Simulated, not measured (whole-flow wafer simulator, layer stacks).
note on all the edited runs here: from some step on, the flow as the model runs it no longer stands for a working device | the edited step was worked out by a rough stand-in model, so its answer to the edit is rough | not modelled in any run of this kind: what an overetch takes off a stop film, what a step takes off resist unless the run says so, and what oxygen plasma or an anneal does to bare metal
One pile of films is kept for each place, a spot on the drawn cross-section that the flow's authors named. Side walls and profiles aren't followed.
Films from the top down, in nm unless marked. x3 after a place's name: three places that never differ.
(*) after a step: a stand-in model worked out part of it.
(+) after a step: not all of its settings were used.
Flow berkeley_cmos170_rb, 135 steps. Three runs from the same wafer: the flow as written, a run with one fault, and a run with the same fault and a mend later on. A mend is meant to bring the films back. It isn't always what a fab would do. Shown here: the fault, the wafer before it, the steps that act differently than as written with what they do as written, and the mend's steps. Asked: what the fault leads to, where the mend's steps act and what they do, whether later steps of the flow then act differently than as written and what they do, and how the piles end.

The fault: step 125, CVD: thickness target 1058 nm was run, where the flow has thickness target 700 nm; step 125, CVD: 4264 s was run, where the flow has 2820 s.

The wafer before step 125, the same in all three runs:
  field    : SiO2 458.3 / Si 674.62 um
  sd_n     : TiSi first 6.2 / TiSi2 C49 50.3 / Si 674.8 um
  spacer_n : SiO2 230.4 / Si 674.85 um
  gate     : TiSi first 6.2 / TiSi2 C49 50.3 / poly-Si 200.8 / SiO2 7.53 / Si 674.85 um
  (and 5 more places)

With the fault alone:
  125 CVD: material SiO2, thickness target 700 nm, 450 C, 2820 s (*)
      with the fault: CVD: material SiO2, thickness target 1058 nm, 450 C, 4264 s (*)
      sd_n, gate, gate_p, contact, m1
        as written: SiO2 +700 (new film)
        with the fault: SiO2 +1058 (new film)
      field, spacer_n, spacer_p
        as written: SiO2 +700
        with the fault: SiO2 +1058
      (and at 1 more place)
  Later steps of the flow that act differently than as written (3 more steps differ only slightly, by at most 2% or 0.5 nm, whichever is larger, and aren't shown):
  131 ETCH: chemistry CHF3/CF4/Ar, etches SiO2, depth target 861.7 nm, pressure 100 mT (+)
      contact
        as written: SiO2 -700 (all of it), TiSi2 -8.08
        with the fault: SiO2 -861.7
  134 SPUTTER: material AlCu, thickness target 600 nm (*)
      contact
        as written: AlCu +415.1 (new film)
        with the fault: AlCu +379.4 (new film)
  At the end the piles differ from the flow's by more than 2% or 0.5 nm, whichever is larger, at field, sd_n, spacer_n and 6 more.
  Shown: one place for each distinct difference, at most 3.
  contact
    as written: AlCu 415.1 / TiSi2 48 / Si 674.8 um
    with the fault: AlCu 379.4 / SiO2 196.3 / TiSi2 56 / Si 674.8 um
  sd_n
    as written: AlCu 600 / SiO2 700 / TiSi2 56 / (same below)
    with the fault: AlCu 600 / SiO2 1058 / TiSi2 56 / (same below)
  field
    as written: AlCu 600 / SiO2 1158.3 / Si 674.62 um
    with the fault: AlCu 600 / SiO2 1516.3 / Si 674.62 um

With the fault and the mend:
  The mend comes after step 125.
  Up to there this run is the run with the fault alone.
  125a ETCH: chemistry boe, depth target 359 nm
      field, sd_n, spacer_n and 6 more
        SiO2 -359
  No later step of the flow acts differently than as written, at any place that is followed, by more than 2% or 0.5 nm, whichever is larger.
  At the end the piles differ from the flow's only slightly at the places that both follow, by at most 2% or 0.5 nm, whichever is larger.
